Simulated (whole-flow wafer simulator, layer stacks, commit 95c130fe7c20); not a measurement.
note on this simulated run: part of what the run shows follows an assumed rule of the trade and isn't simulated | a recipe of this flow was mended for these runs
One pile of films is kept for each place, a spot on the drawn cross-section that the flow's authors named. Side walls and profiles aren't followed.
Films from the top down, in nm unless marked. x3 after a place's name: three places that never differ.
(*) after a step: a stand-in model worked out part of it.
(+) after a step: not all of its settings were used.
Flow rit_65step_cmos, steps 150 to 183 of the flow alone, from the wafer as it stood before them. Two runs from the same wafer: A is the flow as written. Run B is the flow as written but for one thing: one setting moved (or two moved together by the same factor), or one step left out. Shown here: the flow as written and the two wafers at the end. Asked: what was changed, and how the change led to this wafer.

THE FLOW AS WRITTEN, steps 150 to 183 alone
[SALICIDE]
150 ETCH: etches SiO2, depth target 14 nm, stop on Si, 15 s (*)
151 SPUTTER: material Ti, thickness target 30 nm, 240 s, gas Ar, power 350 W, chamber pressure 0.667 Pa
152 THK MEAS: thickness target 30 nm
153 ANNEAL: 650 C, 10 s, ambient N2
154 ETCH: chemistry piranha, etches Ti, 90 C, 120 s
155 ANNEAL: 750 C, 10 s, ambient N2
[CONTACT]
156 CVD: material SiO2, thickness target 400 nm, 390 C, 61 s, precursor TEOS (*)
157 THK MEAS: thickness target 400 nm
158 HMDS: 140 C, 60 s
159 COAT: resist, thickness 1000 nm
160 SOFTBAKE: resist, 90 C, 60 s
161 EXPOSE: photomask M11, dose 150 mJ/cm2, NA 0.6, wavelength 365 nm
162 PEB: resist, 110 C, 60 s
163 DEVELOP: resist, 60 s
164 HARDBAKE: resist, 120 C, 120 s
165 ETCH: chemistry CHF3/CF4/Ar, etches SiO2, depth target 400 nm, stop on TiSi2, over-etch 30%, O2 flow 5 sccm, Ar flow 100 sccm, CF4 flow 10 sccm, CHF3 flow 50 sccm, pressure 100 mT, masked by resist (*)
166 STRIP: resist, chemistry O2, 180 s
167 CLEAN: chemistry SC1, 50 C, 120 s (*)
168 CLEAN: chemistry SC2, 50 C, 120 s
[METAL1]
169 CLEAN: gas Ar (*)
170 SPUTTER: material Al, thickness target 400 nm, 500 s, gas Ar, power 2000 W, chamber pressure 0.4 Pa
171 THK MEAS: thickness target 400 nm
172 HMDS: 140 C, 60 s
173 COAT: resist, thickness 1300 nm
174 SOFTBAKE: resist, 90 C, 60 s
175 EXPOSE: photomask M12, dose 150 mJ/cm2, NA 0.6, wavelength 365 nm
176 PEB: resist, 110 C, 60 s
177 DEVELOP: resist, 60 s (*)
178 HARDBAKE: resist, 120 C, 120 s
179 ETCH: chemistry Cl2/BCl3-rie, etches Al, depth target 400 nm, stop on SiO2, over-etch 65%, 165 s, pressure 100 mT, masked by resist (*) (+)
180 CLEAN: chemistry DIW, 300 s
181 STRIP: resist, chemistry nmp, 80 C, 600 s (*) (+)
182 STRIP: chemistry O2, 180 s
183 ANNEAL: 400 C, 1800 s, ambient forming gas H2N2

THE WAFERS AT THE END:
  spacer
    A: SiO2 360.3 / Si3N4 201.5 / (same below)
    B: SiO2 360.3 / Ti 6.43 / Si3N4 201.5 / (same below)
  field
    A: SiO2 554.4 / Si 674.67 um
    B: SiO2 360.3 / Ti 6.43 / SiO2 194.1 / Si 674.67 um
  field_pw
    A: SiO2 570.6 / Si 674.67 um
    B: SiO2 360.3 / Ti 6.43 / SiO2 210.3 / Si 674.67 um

The cause: step 154, ETCH: 25 s was run, where the flow has 120 s.

How the change led to this, step by step:
  154 ETCH: chemistry piranha, etches Ti, 90 C, 120 s
      field, field_pw, field_nw, field_p, spacer, spacer_p: A Ti -30 (all of it) | B Ti -23.6
  156 CVD: material SiO2, thickness target 400 nm, 390 C, 61 s, precursor TEOS (*)
      field, field_pw, field_nw, field_p: A SiO2 +400 | B SiO2 +400 (new film)
Counting metal films that touch as one body, spacer has 1 body; the flow as written gives 0 bodies.
Counting metal films that touch as one body, field has 1 body; the flow as written gives 0 bodies.
Counting metal films that touch as one body, field_pw has 1 body; the flow as written gives 0 bodies.
